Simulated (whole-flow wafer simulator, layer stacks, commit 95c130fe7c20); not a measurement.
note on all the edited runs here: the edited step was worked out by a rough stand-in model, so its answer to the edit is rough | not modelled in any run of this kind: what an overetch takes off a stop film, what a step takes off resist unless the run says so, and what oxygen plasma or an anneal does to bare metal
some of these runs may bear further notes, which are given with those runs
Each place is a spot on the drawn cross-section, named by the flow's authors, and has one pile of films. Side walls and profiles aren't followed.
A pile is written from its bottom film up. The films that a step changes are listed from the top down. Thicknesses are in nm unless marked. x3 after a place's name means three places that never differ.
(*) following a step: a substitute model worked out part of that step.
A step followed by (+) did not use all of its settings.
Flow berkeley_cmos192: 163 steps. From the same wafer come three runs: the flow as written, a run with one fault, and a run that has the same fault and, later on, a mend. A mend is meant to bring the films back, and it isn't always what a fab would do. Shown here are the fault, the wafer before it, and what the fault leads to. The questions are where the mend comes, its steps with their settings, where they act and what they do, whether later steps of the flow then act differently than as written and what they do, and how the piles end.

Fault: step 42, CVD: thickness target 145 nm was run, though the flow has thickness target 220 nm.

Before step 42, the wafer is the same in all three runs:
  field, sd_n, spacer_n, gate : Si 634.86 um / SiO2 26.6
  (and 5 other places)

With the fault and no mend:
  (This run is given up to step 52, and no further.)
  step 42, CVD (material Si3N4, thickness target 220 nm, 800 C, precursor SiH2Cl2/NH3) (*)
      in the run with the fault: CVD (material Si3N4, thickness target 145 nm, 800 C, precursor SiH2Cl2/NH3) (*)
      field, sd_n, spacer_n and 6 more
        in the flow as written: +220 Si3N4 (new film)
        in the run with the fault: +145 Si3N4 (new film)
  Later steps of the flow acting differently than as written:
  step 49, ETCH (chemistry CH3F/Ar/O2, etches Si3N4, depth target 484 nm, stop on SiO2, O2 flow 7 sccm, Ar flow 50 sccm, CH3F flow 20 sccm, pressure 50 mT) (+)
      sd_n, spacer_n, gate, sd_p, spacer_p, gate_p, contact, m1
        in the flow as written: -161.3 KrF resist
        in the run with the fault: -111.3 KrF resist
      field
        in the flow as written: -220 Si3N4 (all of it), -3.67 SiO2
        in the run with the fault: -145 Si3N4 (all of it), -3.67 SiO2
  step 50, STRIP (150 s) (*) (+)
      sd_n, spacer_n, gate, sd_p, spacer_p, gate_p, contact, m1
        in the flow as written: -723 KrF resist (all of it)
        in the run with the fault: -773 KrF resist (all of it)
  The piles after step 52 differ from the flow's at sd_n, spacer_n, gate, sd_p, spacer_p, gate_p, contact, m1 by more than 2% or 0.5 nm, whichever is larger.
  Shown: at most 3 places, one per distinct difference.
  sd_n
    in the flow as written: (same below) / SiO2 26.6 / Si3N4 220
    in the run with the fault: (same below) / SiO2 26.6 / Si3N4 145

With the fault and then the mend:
  The mend follows step 42.
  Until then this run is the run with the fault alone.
  step 42a, CVD (material Si3N4, thickness target 75.02 nm, 800 C, precursor SiH2Cl2/NH3) (*) (the flow's step 42, run once more with other settings)
      field, sd_n, spacer_n and 6 more
        +75 Si3N4
  None of the later steps of the flow differs from how it acts as written, at any place that is followed, by more than 2% or 0.5 nm, whichever is larger.
  At every place that both follow, the piles at the end match the flow's.
